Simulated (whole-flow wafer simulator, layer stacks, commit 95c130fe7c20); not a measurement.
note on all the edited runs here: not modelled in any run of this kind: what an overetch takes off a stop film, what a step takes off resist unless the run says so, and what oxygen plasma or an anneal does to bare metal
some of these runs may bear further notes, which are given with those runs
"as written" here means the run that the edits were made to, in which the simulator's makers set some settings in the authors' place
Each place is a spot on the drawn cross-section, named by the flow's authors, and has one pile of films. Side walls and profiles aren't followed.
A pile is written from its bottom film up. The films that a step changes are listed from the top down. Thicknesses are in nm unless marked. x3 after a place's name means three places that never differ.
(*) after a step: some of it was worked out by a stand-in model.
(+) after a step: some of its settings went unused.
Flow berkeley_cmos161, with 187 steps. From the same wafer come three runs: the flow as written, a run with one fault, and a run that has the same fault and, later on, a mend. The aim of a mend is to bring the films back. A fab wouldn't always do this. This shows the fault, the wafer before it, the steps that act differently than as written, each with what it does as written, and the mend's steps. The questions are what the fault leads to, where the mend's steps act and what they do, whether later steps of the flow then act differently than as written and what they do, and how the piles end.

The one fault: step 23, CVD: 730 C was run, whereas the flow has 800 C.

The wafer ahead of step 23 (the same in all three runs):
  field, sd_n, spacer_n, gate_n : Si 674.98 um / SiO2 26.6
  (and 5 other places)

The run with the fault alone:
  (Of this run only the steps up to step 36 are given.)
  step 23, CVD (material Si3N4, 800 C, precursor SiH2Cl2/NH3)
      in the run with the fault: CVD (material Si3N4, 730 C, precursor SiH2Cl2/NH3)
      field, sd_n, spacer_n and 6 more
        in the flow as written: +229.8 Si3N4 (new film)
        in the run with the fault: +83.4 Si3N4 (new film)
  Steps further on in the flow that do not act as written (1 other step is not shown; it differs only slightly, by no more than 2% or 0.5 nm, whichever is larger):
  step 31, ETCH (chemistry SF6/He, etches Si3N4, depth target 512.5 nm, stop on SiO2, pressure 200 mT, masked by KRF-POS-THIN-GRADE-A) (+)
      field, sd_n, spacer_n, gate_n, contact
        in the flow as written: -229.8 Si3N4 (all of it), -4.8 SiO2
        in the run with the fault: -83.4 Si3N4 (all of it), -4.8 SiO2
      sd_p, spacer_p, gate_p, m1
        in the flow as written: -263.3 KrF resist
        in the run with the fault: -104.2 KrF resist
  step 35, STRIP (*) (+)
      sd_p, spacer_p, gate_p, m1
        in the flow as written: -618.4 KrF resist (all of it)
        in the run with the fault: -777.4 KrF resist (all of it)
  Once step 36 is done, the piles at sd_p, spacer_p, gate_p, m1 depart from the flow's by more than 2% or 0.5 nm, whichever is larger.
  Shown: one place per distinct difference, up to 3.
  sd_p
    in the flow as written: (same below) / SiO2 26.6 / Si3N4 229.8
    in the run with the fault: (same below) / SiO2 26.6 / Si3N4 83.4

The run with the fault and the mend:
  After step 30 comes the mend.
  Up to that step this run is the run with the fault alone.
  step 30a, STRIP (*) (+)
      sd_p, spacer_p, gate_p, m1
        -882 KrF resist (all of it)
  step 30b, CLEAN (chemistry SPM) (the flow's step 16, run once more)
      alters no film at any place that is followed
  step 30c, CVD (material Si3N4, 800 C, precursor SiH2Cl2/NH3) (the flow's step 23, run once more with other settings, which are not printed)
      field, sd_n, spacer_n and 6 more
        +146.4 Si3N4
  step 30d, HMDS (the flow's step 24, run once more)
      alters no film at any place that is followed
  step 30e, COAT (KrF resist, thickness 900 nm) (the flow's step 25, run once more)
      field, sd_n, spacer_n and 6 more
        +900 KrF resist (new film)
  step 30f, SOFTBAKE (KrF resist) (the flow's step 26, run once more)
      alters no film at any place that is followed
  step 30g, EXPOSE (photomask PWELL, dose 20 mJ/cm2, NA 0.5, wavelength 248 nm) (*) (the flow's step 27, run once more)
      alters no film at any place that is followed
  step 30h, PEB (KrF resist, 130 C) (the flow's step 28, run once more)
      field, sd_n, spacer_n and 6 more
        -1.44 KrF resist
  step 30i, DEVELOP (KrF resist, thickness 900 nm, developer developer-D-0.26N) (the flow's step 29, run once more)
      field, sd_n, spacer_n, gate_n, contact
        -898.6 KrF resist (all of it)
      sd_p, spacer_p, gate_p, m1
        -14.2 KrF resist
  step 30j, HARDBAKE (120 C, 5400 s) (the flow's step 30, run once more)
      sd_p, spacer_p, gate_p, m1
        -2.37 KrF resist
  Every later step of the flow that is run acts as written, at every place that is followed, to within 2% or 0.5 nm, whichever is larger.
  At every place that both follow, the piles at the end match the flow's.
